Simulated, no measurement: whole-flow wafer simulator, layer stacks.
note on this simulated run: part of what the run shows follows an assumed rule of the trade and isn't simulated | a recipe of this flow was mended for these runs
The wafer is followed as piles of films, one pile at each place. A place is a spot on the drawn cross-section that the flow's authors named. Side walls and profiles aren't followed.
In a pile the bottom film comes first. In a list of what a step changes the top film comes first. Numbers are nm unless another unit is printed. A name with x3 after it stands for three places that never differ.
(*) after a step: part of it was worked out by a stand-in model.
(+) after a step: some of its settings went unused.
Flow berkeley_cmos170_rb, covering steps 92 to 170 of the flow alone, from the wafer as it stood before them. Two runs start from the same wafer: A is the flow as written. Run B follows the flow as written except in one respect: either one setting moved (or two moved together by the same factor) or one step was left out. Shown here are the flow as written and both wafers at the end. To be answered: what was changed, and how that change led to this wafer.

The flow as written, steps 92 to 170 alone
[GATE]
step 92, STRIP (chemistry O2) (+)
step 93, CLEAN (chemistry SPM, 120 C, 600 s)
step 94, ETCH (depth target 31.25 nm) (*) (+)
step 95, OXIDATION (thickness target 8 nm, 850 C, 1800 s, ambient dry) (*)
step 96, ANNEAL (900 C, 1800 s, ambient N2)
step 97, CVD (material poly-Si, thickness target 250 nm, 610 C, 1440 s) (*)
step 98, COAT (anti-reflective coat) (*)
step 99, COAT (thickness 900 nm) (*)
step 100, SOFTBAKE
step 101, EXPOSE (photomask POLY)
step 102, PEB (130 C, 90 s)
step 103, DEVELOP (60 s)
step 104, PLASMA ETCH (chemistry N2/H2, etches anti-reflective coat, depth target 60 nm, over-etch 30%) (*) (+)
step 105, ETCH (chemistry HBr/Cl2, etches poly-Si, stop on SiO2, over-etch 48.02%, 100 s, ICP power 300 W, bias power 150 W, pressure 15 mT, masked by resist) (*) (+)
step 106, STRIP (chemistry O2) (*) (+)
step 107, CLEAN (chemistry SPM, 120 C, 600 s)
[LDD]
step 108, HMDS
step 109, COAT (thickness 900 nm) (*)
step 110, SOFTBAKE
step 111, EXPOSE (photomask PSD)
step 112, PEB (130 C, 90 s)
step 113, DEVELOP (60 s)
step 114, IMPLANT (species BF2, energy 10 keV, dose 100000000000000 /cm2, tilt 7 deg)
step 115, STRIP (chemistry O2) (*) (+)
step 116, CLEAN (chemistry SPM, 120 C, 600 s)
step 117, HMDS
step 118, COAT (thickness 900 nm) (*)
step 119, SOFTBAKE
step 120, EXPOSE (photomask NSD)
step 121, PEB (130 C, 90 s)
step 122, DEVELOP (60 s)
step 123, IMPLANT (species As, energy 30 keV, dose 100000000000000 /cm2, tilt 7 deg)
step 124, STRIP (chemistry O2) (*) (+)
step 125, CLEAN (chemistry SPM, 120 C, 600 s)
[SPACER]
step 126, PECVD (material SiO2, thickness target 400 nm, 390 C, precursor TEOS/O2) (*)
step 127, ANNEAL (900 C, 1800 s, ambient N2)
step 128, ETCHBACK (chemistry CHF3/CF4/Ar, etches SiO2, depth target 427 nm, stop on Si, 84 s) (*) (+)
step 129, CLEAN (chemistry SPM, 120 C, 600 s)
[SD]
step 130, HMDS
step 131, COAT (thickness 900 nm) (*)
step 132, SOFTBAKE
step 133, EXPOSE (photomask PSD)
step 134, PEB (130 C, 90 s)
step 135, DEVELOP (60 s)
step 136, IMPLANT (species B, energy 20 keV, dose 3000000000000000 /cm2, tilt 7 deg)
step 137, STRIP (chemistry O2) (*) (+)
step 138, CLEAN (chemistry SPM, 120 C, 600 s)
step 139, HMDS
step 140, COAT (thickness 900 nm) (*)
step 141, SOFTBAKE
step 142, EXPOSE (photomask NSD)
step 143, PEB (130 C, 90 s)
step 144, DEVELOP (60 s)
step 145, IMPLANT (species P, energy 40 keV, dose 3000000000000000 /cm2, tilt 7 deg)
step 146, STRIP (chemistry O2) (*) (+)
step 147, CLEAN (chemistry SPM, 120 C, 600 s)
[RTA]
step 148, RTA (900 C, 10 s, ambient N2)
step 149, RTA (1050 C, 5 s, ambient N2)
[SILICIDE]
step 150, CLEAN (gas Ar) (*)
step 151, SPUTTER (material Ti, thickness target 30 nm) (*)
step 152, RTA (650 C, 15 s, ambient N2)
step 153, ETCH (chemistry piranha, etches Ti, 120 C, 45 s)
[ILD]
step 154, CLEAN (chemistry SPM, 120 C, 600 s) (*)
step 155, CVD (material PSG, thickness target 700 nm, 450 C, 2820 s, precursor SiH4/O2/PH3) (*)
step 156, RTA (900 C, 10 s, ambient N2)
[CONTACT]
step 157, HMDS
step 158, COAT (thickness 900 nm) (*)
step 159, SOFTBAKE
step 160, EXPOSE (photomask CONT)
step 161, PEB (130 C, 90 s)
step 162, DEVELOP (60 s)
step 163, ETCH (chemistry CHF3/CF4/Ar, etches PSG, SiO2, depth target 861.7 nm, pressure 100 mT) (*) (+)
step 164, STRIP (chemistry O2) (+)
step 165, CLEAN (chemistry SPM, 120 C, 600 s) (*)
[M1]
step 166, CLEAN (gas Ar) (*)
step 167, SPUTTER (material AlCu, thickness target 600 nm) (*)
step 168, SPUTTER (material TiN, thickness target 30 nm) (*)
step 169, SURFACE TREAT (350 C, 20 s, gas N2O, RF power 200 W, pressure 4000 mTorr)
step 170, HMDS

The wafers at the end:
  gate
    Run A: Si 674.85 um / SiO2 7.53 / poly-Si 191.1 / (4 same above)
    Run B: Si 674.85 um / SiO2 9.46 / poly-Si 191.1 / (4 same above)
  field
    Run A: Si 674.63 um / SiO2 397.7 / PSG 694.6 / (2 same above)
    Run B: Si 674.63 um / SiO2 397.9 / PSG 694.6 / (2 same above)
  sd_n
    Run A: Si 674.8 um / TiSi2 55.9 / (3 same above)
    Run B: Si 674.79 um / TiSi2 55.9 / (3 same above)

What caused this: step 95, OXIDATION: thickness target 11.6 nm was run, whereas the flow has thickness target 8 nm; step 95, OXIDATION: 2610 s was run, where the flow has 1800 s.

Step by step, how the change led to this:
  step 95, OXIDATION (thickness target 8 nm, 850 C, 1800 s, ambient dry) (*)
      sd_n, spacer_n, gate, sd_p, spacer_p, gate_p, contact, m1: A +7.53 SiO2 (new film), -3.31 Si | B +9.46 SiO2 (new film), -4.16 Si
